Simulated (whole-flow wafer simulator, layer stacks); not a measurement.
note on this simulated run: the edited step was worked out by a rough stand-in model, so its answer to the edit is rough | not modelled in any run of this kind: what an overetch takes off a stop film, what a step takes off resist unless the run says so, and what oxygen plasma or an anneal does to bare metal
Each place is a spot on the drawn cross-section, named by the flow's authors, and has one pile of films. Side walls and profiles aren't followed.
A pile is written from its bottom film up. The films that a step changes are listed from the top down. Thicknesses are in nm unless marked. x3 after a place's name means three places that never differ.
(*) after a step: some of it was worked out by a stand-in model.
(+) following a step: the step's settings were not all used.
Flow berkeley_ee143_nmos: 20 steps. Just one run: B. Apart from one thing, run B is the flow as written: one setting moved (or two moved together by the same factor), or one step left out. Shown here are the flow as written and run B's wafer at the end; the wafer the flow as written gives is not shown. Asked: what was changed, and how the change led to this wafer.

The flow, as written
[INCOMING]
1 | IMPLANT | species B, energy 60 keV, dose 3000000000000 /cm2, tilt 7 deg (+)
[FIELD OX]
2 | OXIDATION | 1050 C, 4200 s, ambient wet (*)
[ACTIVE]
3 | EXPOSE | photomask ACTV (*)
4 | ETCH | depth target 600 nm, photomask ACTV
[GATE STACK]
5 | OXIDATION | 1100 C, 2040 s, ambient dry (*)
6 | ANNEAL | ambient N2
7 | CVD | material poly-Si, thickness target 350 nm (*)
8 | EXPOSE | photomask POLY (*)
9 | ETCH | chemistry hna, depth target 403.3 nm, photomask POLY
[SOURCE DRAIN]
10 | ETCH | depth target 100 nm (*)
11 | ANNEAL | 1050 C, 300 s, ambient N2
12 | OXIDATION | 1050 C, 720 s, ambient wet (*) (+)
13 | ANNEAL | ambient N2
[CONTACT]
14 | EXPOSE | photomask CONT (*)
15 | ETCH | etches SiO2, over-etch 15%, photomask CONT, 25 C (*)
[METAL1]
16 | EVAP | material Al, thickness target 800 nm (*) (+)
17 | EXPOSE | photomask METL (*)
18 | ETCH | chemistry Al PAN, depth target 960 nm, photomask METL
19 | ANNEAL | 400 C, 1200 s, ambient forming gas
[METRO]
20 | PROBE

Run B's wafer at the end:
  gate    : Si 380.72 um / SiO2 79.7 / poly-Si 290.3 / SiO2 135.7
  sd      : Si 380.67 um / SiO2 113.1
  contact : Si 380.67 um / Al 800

Cause: step 12, OXIDATION: 360 s was run, whereas the flow has 720 s.

How this came from the change, step by step:
  12 | OXIDATION | 1050 C, 720 s, ambient wet (*) (+)
      sd, contact: SiO2 gains 113.1 (new film), Si loses 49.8 (it would be, as written: SiO2 gains 189.4 (new film), Si loses 83.4)
      gate: SiO2 gains 135.7 (new film), poly-Si loses 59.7 (it would be, as written: SiO2 gains 217.6 (new film), poly-Si loses 95.7)
      (as well as at 1 more place)
  15 | ETCH | etches SiO2, over-etch 15%, photomask CONT, 25 C (*)
      contact: SiO2 loses 113.1 (all of it) (it would be, as written: SiO2 loses 189.4 (all of it))
